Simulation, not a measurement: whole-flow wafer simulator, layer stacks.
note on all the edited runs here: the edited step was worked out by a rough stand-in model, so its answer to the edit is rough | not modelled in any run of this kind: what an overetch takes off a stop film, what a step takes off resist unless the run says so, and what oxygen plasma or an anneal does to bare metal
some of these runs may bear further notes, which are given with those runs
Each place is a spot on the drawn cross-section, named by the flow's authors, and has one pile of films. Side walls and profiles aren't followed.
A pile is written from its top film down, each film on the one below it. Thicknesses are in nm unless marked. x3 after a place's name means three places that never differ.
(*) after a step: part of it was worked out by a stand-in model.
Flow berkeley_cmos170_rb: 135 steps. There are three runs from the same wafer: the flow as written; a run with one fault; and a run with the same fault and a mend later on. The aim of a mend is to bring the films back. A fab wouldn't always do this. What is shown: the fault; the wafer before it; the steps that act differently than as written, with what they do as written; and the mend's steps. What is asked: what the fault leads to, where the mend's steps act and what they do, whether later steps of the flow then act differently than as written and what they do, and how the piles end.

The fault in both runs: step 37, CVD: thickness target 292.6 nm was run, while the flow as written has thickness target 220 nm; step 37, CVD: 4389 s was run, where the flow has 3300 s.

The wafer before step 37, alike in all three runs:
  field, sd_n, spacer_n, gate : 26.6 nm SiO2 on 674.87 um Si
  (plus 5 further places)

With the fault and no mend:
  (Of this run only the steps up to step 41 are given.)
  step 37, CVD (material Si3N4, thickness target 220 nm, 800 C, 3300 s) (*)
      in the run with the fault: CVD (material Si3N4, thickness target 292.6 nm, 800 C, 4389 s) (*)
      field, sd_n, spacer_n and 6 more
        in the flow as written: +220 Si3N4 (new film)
        in the run with the fault: +292.6 Si3N4 (new film)
  Every later step of the flow up to step 41 that is run acts as written at every place that is followed.
  The piles after step 41 differ from the flow's at field, sd_n, spacer_n and 6 more by more than 2% or 0.5 nm, whichever is larger.
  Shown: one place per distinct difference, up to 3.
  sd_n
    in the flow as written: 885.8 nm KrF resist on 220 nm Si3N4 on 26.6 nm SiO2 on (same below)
    in the run with the fault: 885.8 nm KrF resist on 292.6 nm Si3N4 on 26.6 nm SiO2 on (same below)
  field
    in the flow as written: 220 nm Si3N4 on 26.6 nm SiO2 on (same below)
    in the run with the fault: 292.6 nm Si3N4 on 26.6 nm SiO2 on (same below)

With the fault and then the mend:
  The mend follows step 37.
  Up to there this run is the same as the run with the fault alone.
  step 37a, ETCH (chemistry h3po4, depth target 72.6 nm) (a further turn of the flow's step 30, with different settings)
      field, sd_n, spacer_n and 6 more
        -72.6 Si3N4
  Every later step of the flow that is run acts as written at every place that is followed.
  By the end, the piles equal the flow's at every place that both follow.
